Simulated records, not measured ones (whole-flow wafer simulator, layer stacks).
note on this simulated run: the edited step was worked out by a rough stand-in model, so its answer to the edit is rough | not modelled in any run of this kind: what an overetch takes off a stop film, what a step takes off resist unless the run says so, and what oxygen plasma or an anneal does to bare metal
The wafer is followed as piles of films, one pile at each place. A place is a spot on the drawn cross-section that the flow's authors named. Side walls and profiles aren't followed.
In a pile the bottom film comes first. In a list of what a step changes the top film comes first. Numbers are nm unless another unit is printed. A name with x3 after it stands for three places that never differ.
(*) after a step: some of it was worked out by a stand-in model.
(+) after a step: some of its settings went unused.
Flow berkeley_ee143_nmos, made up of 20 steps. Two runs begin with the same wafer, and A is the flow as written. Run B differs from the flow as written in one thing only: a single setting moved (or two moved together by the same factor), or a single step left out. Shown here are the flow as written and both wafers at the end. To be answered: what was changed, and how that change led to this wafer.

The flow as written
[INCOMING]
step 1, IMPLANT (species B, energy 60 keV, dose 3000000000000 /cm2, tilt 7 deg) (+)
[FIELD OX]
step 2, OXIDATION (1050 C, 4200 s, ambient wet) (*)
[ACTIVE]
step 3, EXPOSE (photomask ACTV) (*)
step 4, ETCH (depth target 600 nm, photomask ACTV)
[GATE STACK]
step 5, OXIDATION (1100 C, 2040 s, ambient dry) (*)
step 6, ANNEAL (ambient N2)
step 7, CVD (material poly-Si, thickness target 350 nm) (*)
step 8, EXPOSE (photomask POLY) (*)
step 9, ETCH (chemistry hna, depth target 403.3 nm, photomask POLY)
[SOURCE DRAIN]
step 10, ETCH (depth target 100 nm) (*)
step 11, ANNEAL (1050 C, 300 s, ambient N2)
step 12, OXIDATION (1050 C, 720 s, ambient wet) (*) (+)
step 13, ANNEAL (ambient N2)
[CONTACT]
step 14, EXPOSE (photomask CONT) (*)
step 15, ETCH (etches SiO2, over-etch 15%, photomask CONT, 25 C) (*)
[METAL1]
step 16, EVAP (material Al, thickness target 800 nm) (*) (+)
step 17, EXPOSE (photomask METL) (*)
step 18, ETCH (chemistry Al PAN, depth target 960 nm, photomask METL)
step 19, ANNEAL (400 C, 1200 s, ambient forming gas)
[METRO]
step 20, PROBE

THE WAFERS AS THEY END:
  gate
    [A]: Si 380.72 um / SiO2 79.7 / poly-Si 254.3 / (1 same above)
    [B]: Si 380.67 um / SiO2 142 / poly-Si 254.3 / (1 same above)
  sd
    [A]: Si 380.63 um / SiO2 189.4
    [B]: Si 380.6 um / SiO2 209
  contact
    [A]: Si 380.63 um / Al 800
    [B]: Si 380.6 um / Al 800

The reason: step 2, OXIDATION: 6090 s was run, while the flow as written has 4200 s.

Step by step, how the change led to this:
  step 2, OXIDATION (1050 C, 4200 s, ambient wet) (*)
      gate, sd, contact, field: A SiO2 gains 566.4 (new film), chemical SiO2 loses 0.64 (all of it), Si loses 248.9 | B SiO2 gains 704.6 (new film), chemical SiO2 loses 0.64 (all of it), Si loses 309.8
  step 4, ETCH (depth target 600 nm, photomask ACTV)
      gate, sd, contact: A SiO2 loses 566.4 (all of it) | B SiO2 loses 600
  step 5, OXIDATION (1100 C, 2040 s, ambient dry) (*)
      gate, sd, contact: A SiO2 gains 79.7 (new film), Si loses 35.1 | B SiO2 gains 37.3, Si loses 16.4
      field: A SiO2 gains 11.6, Si loses 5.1 | B SiO2 gains 9.58, Si loses 4.22
  step 10, ETCH (depth target 100 nm) (*)
      sd, contact: A SiO2 loses 79.7 (all of it) | B SiO2 loses 100
  step 12, OXIDATION (1050 C, 720 s, ambient wet) (*) (+)
      sd, contact: A SiO2 gains 189.4 (new film), Si loses 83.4 | B SiO2 gains 167, Si loses 73.5
      field: A SiO2 gains 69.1, Si loses 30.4 | B SiO2 gains 57.7, Si loses 25.4
  step 15, ETCH (etches SiO2, over-etch 15%, photomask CONT, 25 C) (*)
      contact: A SiO2 loses 189.4 (all of it) | B SiO2 loses 209 (all of it)
